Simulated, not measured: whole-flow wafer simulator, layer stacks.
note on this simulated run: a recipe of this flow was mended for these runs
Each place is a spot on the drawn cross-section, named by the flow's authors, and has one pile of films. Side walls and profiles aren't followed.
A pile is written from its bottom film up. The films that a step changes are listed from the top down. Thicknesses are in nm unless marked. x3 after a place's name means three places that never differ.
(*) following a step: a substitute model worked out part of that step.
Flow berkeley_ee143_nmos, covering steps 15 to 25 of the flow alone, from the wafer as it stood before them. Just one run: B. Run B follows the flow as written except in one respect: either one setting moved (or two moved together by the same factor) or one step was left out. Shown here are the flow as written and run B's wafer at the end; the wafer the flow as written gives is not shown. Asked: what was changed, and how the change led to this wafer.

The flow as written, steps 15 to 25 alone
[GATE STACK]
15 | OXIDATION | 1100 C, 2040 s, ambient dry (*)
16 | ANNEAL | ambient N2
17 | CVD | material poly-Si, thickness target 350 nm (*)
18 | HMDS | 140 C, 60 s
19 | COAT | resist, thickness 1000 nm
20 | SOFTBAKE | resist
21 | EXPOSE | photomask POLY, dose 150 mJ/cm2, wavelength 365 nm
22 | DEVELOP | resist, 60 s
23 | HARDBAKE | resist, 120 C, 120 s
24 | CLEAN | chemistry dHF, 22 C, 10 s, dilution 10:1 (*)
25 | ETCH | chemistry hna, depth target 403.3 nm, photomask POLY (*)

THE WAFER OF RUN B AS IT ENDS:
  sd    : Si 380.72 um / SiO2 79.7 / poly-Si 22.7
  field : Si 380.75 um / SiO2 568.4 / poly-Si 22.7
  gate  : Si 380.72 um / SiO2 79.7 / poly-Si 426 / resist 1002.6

What caused this: step 17, CVD: thickness target 426 nm was run, while the flow as written has thickness target 350 nm.
One can read it off the wafer: gate has poly-Si 426, and step 17 as written asks for 350 nm.

The path from the change to this, step by step:
  17 | CVD | material poly-Si, thickness target 350 nm (*)
      gate, sd, contact, field: poly-Si gains 426 (new film) (in the flow as written it would be: poly-Si gains 350 (new film))
  25 | ETCH | chemistry hna, depth target 403.3 nm, photomask POLY (*)
      sd, contact, field: poly-Si loses 403.3 (in the flow as written it would be: poly-Si loses 350 (all of it), SiO2 loses 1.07)
